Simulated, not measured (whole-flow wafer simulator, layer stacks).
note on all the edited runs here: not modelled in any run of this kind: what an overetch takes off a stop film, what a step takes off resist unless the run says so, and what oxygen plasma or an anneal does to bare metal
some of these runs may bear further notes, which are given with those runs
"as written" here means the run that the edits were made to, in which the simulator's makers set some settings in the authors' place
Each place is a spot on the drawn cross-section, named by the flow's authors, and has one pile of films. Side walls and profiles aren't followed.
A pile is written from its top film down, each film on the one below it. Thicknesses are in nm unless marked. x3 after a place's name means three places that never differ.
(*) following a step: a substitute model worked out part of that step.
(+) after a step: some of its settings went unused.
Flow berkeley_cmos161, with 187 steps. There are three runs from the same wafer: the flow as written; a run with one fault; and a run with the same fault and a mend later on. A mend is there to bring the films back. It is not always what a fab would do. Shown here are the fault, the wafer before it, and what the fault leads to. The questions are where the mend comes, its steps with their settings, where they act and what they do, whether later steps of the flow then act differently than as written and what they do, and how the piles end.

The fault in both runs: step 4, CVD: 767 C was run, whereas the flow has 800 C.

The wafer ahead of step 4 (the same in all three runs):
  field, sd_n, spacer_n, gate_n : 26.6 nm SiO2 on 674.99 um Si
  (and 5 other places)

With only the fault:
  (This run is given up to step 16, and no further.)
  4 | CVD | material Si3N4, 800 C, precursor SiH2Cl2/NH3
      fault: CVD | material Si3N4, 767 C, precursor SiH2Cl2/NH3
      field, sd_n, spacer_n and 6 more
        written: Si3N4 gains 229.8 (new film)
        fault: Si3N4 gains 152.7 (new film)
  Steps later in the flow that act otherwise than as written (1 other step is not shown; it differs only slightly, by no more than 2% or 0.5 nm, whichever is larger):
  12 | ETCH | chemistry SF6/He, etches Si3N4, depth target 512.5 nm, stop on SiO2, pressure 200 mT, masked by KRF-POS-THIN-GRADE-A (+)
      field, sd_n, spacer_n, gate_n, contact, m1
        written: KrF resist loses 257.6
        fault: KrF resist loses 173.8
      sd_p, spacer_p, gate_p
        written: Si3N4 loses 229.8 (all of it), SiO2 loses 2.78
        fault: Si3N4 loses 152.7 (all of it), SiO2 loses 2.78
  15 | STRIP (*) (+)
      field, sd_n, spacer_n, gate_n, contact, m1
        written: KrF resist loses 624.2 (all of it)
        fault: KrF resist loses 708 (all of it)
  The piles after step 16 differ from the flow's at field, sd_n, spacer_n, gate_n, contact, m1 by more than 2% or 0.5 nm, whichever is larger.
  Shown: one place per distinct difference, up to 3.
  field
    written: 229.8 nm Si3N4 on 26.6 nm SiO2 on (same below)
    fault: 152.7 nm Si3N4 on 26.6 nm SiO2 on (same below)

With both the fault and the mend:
  After step 4 comes the mend.
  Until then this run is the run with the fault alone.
  4a | CVD | material Si3N4, 800 C, precursor SiH2Cl2/NH3 (a further turn of the flow's step 4; the settings that differ are not printed)
      field, sd_n, spacer_n and 6 more
        Si3N4 gains 77.1
  Every later step of the flow that is run acts as written at every place that is followed.
  The piles end the same as the flow's at every place that both follow.
